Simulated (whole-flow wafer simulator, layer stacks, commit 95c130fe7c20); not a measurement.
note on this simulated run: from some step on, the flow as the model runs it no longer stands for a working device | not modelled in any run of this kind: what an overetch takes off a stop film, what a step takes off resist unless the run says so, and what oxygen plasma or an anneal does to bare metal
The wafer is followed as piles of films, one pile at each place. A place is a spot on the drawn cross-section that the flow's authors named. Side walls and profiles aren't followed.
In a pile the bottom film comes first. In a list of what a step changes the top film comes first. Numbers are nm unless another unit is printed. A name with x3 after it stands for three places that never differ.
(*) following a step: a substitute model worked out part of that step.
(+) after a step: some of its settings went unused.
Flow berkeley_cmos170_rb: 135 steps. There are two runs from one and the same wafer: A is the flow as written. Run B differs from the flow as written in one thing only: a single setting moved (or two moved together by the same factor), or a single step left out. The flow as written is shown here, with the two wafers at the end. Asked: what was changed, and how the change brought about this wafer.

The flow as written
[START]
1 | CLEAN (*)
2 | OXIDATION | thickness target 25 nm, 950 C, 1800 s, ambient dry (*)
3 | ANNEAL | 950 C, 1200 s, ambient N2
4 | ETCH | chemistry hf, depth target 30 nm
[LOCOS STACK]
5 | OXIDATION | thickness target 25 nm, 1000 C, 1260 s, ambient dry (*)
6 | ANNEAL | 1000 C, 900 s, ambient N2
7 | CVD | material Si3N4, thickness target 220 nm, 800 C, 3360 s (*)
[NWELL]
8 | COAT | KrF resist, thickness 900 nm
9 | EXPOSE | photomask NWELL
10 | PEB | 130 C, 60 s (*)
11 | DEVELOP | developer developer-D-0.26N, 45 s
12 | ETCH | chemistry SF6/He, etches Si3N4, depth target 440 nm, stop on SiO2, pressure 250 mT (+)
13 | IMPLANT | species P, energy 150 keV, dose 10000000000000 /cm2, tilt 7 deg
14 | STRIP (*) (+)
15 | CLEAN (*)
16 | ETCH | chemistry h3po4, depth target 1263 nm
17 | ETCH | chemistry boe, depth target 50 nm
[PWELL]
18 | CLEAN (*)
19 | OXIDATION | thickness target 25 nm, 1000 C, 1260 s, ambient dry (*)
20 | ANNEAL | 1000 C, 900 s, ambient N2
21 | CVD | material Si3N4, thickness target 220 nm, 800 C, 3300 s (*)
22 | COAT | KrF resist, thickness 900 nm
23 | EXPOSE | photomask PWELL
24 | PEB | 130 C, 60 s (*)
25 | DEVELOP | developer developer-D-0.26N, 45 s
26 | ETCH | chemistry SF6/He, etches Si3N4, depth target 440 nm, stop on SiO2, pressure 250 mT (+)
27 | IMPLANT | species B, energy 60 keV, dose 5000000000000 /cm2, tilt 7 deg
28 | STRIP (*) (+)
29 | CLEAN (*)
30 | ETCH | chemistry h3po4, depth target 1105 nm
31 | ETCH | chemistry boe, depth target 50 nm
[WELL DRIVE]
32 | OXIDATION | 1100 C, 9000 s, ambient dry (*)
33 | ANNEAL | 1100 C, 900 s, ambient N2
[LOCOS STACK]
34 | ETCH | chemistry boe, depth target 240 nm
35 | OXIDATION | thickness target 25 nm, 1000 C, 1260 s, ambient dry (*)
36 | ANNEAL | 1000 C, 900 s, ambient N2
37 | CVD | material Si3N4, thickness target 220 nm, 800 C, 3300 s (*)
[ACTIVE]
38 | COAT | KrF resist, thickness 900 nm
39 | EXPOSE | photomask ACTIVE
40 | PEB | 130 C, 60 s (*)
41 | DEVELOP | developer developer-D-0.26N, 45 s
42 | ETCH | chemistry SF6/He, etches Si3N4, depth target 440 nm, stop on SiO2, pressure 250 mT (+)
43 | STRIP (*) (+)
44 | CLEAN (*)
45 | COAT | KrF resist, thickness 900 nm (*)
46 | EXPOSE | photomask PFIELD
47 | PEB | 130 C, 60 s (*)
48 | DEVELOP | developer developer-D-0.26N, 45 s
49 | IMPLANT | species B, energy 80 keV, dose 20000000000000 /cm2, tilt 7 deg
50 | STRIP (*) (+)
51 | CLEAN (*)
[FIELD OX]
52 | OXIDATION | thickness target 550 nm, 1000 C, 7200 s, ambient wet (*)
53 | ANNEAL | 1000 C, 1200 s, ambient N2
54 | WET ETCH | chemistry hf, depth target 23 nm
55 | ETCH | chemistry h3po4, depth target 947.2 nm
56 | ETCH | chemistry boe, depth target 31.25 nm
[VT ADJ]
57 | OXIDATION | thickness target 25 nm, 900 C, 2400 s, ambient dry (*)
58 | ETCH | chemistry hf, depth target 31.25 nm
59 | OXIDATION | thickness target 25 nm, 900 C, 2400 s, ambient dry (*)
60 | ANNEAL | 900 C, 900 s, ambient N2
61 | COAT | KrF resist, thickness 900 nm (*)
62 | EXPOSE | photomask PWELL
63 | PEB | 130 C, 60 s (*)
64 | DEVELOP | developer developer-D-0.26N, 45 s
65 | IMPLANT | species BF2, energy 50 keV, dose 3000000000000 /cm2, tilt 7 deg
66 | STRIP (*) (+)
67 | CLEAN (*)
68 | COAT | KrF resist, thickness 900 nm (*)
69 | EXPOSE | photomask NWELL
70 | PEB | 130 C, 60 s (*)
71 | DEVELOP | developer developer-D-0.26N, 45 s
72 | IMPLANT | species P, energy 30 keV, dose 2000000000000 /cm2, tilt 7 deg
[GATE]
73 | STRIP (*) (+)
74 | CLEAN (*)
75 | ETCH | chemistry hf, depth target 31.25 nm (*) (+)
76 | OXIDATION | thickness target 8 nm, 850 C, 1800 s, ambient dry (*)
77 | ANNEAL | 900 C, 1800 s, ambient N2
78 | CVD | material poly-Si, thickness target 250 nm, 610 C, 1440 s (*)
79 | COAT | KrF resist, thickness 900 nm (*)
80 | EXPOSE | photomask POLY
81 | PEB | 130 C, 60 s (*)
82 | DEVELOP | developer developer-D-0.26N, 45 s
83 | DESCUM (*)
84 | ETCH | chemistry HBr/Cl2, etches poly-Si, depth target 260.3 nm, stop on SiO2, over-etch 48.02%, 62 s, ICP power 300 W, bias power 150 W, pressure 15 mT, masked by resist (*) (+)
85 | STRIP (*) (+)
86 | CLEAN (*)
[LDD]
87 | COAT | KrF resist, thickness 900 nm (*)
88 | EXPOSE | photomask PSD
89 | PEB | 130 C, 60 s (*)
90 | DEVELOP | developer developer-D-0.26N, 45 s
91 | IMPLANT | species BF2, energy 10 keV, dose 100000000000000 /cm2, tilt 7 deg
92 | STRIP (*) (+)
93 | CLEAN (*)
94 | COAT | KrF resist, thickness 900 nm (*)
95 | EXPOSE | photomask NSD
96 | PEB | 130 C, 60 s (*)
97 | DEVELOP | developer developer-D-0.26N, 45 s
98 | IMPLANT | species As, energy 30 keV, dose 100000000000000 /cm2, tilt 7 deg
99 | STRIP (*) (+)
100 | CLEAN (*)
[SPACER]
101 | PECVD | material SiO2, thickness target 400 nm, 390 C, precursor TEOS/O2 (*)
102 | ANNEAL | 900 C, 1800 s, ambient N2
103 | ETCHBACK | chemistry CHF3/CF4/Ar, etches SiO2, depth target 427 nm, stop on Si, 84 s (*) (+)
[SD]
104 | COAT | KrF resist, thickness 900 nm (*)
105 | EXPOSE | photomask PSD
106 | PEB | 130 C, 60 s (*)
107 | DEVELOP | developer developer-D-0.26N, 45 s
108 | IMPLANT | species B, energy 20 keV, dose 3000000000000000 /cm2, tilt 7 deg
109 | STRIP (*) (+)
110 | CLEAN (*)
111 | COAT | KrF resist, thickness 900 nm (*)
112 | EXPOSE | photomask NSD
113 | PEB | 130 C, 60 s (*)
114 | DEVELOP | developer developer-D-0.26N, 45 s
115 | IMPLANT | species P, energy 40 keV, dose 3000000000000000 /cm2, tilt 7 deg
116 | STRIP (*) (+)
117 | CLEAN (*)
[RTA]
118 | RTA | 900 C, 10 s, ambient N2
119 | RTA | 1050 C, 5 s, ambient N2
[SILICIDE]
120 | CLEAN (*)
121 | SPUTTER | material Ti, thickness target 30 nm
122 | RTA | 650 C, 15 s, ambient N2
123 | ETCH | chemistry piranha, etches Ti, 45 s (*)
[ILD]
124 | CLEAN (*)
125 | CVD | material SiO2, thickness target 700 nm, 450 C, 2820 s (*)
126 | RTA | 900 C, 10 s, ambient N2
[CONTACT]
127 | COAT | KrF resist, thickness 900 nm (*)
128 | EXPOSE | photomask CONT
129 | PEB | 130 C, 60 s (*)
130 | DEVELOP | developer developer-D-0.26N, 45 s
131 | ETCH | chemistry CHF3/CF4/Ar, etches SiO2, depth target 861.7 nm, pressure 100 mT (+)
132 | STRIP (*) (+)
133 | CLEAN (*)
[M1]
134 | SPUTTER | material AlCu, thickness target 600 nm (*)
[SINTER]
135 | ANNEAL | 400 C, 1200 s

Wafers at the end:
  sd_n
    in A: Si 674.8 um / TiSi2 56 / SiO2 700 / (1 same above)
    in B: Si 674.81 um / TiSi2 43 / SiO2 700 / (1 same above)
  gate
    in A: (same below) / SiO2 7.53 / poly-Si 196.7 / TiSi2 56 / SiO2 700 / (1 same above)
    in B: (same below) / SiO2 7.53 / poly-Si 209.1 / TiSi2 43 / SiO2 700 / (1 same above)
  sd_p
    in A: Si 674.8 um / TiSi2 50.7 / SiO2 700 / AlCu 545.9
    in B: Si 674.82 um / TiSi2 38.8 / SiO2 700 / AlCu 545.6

The reason: step 121, SPUTTER: thickness target 23 nm was run, though the flow has thickness target 30 nm.

The path from the change to this, step by step:
  121 | SPUTTER | material Ti, thickness target 30 nm
      field, sd_n, spacer_n, gate, spacer_p, gate_p, contact, m1: A Ti gains 30 (new film) | B Ti gains 23 (new film)
      sd_p: A Ti gains 27.1 (new film) | B Ti gains 20.8 (new film)
  122 | RTA | 650 C, 15 s, ambient N2
      sd_n, contact, m1: A Ti loses 23.4, TiSi first gains 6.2 (new film), TiSi2 C49 gains 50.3 (new film), Si loses 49 | B Ti loses 17.9, TiSi2 C49 gains 45.6 (new film), Si loses 40.7
      gate, gate_p: A Ti loses 23.4, TiSi first gains 6.2 (new film), TiSi2 C49 gains 50.3 (new film), poly-Si loses 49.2 | B Ti loses 17.9, TiSi2 C49 gains 45.6 (new film), poly-Si loses 40.9
      (also at 1 further place)
  123 | ETCH | chemistry piranha, etches Ti, 45 s (*)
      sd_n, gate, gate_p, contact, m1: A Ti loses 6.6 (all of it) | B Ti loses 5.06 (all of it)
      field, spacer_n, spacer_p: A Ti loses 30 (all of it) | B Ti loses 23 (all of it)
      (also at 1 further place)
  126 | RTA | 900 C, 10 s, ambient N2
      sd_n, contact, m1: A under 1 film: TiSi2 gains 56 (new film), TiSi first loses 6.2 (all of it), TiSi2 C49 loses 50.3 (all of it), Si loses 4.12 | B under 1 film: TiSi2 gains 43 (new film), TiSi2 C49 loses 45.6 (all of it)
      gate, gate_p: A under 1 film: TiSi2 gains 56 (new film), TiSi first loses 6.2 (all of it), TiSi2 C49 loses 50.3 (all of it), poly-Si loses 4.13 | B under 1 film: TiSi2 gains 43 (new film), TiSi2 C49 loses 45.6 (all of it)
      (also at 1 further place)
